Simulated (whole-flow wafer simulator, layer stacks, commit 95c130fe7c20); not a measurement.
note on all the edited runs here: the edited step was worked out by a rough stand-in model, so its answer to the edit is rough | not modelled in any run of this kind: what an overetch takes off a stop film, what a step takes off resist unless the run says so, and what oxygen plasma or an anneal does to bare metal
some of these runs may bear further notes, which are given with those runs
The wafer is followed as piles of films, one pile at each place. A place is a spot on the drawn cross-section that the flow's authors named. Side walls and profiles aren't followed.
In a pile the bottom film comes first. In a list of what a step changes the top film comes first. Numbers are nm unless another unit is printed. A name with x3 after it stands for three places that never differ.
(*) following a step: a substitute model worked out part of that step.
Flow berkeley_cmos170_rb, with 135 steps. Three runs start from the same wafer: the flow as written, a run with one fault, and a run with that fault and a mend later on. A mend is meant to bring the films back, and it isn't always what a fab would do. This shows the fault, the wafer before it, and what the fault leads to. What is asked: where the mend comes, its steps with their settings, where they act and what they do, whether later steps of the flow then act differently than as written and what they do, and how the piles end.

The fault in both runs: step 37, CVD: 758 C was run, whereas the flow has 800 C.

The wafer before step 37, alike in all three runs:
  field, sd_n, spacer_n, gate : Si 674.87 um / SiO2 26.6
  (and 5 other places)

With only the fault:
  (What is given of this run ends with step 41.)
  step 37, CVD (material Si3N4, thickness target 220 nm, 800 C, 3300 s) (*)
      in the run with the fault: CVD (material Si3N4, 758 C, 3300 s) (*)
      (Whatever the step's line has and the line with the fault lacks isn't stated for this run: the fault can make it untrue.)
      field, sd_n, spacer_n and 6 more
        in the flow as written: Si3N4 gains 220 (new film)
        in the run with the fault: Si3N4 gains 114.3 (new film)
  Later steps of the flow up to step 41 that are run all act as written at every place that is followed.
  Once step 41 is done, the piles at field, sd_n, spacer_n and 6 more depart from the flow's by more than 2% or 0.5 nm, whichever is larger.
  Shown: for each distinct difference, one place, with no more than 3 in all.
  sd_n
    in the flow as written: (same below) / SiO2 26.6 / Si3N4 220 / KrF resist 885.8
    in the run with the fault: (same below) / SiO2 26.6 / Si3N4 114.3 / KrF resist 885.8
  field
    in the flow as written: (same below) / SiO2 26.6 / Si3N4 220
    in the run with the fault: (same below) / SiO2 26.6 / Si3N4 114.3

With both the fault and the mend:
  The mend stands after step 37.
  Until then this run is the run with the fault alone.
  step 37a, CVD (material Si3N4, thickness target 105.7 nm, 800 C, 1585 s) (*) (a further turn of the flow's step 37, with different settings)
      field, sd_n, spacer_n and 6 more
        Si3N4 gains 105.7
  Later steps of the flow that are run all act as written at every place that is followed, up to a difference of at most 2% or 0.5 nm, whichever is larger.
  At every place that both follow, the piles at the end match the flow's.
